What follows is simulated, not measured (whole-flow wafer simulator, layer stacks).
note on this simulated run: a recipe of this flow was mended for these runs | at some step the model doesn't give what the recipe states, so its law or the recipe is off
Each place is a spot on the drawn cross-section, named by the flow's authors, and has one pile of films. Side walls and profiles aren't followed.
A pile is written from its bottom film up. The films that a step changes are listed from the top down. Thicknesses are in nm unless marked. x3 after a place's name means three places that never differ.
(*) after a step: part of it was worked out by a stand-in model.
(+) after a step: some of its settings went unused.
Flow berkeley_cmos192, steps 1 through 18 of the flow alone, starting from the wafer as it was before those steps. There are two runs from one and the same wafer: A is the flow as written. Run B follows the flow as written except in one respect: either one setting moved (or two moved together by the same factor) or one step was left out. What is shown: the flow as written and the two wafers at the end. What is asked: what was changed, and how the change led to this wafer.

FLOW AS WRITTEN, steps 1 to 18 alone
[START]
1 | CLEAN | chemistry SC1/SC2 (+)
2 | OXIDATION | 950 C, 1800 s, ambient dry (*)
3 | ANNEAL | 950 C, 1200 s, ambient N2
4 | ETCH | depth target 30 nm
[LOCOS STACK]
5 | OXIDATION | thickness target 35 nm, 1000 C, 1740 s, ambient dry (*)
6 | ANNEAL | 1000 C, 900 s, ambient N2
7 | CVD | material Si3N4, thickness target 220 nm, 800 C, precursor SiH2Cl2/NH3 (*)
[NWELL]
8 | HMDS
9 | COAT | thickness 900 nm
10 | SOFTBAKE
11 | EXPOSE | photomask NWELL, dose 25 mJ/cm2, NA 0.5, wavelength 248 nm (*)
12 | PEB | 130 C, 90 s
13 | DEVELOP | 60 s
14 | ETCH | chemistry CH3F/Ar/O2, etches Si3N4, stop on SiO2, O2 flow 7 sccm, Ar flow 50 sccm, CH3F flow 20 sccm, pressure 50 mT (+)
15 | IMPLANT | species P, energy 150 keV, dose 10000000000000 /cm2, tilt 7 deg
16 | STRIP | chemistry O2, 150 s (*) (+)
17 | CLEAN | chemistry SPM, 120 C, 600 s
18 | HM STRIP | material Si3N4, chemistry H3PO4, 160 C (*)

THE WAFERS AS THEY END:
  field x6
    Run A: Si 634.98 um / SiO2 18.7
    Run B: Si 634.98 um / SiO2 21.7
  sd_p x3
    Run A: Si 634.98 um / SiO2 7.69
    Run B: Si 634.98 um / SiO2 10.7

What caused this: step 4, ETCH: depth target 10 nm was run, whereas the flow has depth target 30 nm.

Step by step, how the change led to this:
  4 | ETCH | depth target 30 nm
      field x6, sd_p x3: A -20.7 SiO2 (all of it) | B -10 SiO2
  5 | OXIDATION | thickness target 35 nm, 1000 C, 1740 s, ambient dry (*)
      field x6, sd_p x3: A +31.6 SiO2 (new film), -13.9 Si | B +23.9 SiO2, -10.5 Si
